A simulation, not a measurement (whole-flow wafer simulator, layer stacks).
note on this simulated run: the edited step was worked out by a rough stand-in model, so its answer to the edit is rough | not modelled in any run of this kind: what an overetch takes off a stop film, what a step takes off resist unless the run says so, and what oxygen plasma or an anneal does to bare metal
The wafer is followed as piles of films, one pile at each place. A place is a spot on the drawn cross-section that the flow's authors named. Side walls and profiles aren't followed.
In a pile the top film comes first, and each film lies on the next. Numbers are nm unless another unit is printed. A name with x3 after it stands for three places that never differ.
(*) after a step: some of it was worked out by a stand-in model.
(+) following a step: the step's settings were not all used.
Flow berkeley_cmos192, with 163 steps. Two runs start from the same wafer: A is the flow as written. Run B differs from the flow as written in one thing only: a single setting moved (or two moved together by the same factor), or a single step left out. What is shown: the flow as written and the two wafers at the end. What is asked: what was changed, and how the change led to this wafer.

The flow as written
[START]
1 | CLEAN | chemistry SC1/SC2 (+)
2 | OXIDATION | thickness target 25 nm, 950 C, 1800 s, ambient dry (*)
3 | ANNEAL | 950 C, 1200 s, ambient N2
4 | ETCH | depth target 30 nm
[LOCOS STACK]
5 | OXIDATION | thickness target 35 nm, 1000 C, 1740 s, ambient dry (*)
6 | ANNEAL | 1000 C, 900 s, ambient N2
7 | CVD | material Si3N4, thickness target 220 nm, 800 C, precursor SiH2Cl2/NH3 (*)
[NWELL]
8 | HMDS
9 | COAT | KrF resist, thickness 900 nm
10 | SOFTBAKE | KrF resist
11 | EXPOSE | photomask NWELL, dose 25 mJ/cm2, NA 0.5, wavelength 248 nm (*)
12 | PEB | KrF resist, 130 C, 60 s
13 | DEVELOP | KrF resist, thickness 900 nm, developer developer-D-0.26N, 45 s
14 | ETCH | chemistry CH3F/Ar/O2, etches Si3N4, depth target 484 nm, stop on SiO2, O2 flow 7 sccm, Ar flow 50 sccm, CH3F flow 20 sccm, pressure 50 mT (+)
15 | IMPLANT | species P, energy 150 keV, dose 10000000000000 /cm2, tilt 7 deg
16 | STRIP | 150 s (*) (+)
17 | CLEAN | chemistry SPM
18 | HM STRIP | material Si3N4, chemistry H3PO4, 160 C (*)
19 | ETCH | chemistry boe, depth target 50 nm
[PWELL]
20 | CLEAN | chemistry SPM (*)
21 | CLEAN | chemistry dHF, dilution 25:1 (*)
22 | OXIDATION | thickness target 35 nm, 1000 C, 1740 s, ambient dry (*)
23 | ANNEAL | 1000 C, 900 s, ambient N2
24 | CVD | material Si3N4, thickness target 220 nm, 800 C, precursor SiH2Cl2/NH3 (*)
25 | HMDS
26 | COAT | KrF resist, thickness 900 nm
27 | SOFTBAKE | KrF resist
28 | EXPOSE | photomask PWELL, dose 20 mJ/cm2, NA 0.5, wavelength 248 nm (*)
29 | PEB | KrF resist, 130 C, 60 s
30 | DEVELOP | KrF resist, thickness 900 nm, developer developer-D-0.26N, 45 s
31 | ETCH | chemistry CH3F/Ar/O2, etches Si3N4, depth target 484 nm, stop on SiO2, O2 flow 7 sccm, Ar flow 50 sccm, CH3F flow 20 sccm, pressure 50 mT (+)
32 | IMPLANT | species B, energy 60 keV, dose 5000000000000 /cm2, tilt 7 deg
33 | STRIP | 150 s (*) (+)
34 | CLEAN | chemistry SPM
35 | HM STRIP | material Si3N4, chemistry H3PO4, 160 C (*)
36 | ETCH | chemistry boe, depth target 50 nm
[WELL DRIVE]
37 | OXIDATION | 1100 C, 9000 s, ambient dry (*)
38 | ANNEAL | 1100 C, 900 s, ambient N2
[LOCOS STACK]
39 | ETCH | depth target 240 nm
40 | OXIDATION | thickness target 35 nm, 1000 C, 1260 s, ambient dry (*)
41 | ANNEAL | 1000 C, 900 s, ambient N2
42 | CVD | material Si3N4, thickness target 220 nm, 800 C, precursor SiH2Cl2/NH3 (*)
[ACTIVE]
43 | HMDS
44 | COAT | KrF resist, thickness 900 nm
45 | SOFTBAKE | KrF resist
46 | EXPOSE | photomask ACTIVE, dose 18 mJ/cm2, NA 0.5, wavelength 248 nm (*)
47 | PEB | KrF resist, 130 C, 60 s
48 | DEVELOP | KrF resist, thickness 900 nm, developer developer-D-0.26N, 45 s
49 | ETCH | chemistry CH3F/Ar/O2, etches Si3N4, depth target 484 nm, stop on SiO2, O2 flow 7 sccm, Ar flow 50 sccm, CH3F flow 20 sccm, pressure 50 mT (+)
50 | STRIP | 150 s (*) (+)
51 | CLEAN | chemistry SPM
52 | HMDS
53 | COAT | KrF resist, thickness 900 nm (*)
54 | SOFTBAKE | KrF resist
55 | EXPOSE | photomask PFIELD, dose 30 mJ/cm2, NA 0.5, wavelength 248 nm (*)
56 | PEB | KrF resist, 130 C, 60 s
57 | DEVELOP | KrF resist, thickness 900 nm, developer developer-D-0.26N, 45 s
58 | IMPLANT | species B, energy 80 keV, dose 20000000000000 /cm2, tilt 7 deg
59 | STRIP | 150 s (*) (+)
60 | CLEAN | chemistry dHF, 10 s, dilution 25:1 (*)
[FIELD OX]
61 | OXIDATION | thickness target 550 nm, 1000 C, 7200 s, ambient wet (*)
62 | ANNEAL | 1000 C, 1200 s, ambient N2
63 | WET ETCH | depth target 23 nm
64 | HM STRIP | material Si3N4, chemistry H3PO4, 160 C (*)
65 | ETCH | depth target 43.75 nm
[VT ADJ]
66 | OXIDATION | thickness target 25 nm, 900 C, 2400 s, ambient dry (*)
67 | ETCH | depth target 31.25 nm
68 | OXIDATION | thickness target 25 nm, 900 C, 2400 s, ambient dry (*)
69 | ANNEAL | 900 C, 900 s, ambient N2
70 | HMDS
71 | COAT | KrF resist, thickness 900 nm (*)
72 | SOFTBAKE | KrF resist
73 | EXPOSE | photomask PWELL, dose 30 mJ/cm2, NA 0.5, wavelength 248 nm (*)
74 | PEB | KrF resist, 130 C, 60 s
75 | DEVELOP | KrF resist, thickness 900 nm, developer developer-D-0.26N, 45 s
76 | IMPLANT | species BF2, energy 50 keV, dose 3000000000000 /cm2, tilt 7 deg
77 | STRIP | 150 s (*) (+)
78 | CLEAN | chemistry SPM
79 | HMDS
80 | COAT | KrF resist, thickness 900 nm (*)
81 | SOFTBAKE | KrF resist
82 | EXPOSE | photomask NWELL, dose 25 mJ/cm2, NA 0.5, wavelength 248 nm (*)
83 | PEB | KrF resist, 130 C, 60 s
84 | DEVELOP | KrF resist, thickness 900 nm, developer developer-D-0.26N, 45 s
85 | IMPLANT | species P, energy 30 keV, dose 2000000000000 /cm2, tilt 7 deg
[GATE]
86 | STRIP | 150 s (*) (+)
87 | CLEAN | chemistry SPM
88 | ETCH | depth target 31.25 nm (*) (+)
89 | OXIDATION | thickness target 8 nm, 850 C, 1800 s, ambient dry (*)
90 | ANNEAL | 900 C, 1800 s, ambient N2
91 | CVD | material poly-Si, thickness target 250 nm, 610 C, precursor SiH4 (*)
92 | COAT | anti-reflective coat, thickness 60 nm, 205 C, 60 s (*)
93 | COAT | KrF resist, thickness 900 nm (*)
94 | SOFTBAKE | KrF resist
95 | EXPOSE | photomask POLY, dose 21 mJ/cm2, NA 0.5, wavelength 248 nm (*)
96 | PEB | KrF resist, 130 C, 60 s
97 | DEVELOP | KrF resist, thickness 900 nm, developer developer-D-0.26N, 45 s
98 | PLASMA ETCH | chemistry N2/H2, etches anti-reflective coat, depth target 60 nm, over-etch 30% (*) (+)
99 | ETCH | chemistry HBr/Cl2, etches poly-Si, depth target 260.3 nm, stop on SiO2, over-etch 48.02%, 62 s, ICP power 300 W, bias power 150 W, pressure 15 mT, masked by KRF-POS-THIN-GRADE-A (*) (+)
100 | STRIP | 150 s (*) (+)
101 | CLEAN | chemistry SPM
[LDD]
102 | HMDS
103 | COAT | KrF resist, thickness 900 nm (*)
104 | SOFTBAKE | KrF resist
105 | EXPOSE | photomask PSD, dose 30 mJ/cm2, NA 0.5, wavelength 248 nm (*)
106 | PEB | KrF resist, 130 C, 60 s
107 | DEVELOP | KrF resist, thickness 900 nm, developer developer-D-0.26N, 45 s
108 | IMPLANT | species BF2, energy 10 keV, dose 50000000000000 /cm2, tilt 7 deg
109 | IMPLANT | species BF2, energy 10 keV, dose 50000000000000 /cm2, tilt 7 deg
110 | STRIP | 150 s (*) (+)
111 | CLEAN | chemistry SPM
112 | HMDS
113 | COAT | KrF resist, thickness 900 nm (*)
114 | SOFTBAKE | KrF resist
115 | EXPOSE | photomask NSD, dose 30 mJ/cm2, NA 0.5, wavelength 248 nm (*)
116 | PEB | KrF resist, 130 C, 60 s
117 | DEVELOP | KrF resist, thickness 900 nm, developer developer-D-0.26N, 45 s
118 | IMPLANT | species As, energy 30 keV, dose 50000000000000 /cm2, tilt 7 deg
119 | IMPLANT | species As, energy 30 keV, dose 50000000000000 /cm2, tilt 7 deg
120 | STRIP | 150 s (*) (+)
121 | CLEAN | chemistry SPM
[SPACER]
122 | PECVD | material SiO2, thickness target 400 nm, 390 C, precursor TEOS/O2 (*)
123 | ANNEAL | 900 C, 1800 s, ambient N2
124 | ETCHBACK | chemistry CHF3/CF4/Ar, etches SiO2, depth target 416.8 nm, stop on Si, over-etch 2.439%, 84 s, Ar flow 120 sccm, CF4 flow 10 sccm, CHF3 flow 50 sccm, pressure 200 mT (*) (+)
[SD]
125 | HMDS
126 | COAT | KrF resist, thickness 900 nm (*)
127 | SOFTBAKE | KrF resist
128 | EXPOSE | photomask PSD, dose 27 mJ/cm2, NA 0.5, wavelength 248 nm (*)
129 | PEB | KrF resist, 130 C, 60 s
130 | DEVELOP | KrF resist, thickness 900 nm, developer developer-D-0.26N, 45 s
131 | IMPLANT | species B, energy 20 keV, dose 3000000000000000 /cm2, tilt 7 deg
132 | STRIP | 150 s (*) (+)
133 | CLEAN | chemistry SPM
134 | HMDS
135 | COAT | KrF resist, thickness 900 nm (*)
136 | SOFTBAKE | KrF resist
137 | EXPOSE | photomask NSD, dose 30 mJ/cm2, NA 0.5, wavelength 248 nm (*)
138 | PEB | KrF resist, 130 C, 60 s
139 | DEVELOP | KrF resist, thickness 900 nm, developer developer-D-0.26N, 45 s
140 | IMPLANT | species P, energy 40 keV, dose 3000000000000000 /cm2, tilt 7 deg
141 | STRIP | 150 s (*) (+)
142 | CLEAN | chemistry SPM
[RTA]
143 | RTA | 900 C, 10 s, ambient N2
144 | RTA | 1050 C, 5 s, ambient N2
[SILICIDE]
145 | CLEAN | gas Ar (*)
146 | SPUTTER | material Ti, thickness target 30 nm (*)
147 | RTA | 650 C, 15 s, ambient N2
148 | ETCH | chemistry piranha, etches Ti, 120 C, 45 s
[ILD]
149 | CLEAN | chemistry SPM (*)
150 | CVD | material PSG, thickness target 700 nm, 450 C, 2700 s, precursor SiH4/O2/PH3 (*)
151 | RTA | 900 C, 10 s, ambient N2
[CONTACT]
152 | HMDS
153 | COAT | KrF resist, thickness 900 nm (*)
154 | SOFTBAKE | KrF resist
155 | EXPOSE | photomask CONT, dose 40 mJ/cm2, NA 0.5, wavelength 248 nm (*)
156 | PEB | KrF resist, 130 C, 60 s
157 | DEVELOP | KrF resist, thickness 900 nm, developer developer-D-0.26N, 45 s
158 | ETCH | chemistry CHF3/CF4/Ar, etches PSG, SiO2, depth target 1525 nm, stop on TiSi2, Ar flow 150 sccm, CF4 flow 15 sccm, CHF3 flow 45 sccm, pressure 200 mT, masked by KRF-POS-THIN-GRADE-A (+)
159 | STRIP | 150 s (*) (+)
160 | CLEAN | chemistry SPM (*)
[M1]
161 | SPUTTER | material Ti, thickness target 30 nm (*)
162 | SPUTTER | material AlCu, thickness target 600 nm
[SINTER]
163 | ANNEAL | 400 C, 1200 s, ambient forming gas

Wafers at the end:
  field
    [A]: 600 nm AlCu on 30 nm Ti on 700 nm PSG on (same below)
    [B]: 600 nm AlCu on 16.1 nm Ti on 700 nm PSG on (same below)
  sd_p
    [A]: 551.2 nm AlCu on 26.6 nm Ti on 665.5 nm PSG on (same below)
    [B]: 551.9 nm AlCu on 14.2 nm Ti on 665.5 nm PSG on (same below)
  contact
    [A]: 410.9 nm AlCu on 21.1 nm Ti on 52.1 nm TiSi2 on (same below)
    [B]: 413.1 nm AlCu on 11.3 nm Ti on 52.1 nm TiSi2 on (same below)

Cause: step 161, SPUTTER: thickness target 16.05 nm was run, while the flow as written has thickness target 30 nm.
One can read it off the wafer: field has Ti 16.1, and step 161 as written asks for 30 nm.

Step by step, how the change led to this:
  161 | SPUTTER | material Ti, thickness target 30 nm (*)
      field, sd_n, spacer_n, gate, spacer_p, gate_p, m1: A +30 Ti (new film) | B +16.1 Ti (new film)
      sd_p: A +26.6 Ti (new film) | B +14.2 Ti (new film)
      (and at 1 other place as well)
